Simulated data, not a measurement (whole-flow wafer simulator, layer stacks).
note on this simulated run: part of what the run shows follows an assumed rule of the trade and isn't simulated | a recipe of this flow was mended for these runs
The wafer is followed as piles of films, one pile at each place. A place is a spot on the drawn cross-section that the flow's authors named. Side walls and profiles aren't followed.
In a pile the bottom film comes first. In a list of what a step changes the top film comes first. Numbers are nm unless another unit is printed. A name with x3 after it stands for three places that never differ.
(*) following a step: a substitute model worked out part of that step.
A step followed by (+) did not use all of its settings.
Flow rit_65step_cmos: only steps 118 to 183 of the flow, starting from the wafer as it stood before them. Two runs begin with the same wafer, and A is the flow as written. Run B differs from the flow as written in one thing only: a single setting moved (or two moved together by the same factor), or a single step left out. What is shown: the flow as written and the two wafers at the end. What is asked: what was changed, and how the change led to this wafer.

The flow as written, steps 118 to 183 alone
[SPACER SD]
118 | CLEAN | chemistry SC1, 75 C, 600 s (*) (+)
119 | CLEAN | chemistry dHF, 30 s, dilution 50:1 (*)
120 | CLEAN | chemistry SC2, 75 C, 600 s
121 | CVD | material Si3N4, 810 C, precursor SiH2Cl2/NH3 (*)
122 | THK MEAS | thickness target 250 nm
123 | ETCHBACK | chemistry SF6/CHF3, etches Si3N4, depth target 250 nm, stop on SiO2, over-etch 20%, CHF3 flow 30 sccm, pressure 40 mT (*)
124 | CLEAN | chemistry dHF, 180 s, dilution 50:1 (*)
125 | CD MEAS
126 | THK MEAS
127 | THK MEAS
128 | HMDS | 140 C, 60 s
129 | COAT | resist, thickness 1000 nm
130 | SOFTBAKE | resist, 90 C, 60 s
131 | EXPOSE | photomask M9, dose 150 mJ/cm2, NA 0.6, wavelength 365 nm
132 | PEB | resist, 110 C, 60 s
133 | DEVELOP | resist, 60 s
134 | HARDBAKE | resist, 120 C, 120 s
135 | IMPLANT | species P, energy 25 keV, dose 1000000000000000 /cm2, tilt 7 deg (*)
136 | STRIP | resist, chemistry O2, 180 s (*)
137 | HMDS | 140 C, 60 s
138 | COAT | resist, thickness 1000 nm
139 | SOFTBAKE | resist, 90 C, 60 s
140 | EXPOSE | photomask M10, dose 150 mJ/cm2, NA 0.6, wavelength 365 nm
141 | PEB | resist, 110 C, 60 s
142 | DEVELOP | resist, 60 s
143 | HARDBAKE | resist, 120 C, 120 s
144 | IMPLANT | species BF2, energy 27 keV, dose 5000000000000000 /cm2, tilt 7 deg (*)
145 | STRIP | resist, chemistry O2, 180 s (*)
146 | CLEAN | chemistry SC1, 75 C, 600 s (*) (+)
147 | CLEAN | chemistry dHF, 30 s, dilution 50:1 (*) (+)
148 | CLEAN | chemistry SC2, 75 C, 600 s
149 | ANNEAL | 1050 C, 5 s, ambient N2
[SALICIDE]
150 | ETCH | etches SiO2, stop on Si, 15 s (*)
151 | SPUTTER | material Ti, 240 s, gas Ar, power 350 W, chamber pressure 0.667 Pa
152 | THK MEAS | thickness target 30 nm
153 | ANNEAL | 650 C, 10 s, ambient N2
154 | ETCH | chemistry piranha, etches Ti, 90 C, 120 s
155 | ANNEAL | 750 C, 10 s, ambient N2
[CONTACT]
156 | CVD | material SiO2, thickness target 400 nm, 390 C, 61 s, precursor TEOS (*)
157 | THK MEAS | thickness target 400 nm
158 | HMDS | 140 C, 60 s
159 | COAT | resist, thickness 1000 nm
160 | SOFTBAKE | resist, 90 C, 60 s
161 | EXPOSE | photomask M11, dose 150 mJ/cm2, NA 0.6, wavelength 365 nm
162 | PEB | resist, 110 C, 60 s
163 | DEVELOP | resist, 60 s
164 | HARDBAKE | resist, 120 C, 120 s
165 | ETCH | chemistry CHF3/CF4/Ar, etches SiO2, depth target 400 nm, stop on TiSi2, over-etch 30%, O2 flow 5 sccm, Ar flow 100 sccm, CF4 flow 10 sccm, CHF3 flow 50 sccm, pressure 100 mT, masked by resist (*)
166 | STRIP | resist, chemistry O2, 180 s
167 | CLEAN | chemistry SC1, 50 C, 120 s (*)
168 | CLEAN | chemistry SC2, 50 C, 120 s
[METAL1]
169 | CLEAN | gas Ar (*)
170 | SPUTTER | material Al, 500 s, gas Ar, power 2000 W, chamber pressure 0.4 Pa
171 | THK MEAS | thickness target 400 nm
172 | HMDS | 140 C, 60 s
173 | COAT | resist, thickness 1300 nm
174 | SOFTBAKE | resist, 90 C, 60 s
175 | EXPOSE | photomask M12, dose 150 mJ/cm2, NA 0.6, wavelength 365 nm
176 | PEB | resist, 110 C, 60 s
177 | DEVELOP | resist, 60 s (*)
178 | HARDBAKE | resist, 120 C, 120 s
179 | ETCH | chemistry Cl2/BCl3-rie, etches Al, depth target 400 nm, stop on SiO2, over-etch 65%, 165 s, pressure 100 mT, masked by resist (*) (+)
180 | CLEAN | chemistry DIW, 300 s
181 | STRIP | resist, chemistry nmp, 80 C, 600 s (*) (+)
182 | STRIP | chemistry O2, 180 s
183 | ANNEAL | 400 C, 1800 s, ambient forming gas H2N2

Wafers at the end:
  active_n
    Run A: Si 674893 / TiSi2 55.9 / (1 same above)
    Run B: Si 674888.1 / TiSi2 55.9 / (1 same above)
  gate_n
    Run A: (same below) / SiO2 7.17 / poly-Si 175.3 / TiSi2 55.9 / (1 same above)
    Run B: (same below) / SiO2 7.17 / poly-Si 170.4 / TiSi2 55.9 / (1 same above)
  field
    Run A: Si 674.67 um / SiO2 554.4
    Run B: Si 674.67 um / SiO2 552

Cause: step 146, CLEAN: 89 C was run, though the flow has 75 C.

The path from the change to this, step by step:
  146 | CLEAN | chemistry SC1, 75 C, 600 s (*) (+)
      active_n, active_p, sd_n, sd_p, contact, m1: A chemical SiO2 loses 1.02, Si loses 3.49 | B chemical SiO2 loses 1.02, Si loses 8.37
      field, field_pw, field_nw, field_p: A SiO2 loses 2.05 | B SiO2 loses 4.43
      (as well as at 2 more places)
